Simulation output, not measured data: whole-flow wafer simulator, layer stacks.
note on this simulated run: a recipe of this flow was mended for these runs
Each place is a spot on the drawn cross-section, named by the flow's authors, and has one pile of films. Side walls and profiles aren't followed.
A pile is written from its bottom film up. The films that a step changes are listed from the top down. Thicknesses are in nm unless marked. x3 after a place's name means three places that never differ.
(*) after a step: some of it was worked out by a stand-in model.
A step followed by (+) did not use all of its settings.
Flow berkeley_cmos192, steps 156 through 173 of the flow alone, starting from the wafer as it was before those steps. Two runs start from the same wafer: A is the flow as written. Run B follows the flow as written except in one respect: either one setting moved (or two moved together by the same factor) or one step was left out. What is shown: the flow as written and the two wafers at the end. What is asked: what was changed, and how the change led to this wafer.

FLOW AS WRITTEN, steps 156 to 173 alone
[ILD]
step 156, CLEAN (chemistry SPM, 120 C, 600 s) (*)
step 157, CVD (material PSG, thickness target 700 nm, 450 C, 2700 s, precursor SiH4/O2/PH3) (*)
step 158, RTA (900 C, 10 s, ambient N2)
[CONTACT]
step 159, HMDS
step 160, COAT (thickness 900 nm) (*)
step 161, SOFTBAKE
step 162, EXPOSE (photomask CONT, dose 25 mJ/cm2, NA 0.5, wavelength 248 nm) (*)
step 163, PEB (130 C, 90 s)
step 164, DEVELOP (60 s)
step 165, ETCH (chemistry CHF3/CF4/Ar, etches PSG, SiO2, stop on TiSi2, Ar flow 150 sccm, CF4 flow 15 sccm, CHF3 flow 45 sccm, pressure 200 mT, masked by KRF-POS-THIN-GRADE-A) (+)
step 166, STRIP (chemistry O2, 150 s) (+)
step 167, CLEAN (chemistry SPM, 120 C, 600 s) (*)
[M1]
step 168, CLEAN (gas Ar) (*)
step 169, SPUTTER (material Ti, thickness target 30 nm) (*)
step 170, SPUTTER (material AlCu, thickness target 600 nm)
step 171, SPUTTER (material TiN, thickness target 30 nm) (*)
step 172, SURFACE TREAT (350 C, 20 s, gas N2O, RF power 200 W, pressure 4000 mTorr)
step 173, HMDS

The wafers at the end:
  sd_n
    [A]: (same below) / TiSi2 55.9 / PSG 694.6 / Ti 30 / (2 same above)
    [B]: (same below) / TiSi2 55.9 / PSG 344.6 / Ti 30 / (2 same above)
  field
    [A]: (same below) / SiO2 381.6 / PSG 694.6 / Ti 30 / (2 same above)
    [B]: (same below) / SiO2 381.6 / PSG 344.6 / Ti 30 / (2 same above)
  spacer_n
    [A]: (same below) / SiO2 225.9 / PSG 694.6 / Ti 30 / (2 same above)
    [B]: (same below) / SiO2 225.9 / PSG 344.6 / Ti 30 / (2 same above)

The reason: step 157, CVD: thickness target 350 nm was run, though the flow has thickness target 700 nm; step 157, CVD: 1350 s was run, where the flow has 2700 s.

Step by step, how the change led to this:
  step 157, CVD (material PSG, thickness target 700 nm, 450 C, 2700 s, precursor SiH4/O2/PH3) (*)
      field, sd_n, spacer_n, gate, spacer_p, gate_p, contact, m1: A PSG gains 700 (new film) | B PSG gains 350 (new film)
      sd_p: A PSG gains 668 (new film) | B PSG gains 336.5 (new film)
  step 160, COAT (thickness 900 nm) (*)
      sd_p: A KrF-resist gains 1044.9 (new film) | B KrF-resist gains 1023.7 (new film)
  step 165, ETCH (chemistry CHF3/CF4/Ar, etches PSG, SiO2, stop on TiSi2, Ar flow 150 sccm, CF4 flow 15 sccm, CHF3 flow 45 sccm, pressure 200 mT, masked by KRF-POS-THIN-GRADE-A) (+)
      field, sd_n, spacer_n, gate, sd_p, spacer_p, gate_p, m1: A KrF-resist loses 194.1 | B KrF-resist loses 106.6
      contact: A PSG loses 700 (all of it), TiSi2 loses 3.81 | B PSG loses 350 (all of it), TiSi2 loses 3.81
  step 166, STRIP (chemistry O2, 150 s) (+)
      field: A KrF-resist loses 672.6 (all of it) | B KrF-resist loses 754.7 (all of it)
      sd_n: A KrF-resist loses 784.4 (all of it) | B KrF-resist loses 869.5 (all of it)
      (and at 6 other places as well)
  step 169, SPUTTER (material Ti, thickness target 30 nm) (*)
      contact: A Ti gains 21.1 (new film) | B Ti gains 25.4 (new film)
  step 170, SPUTTER (material AlCu, thickness target 600 nm)
      contact: A AlCu gains 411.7 (new film) | B AlCu gains 511 (new film)
  step 171, SPUTTER (material TiN, thickness target 30 nm) (*)
      contact: A TiN gains 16 (new film) | B TiN gains 24.3 (new film)
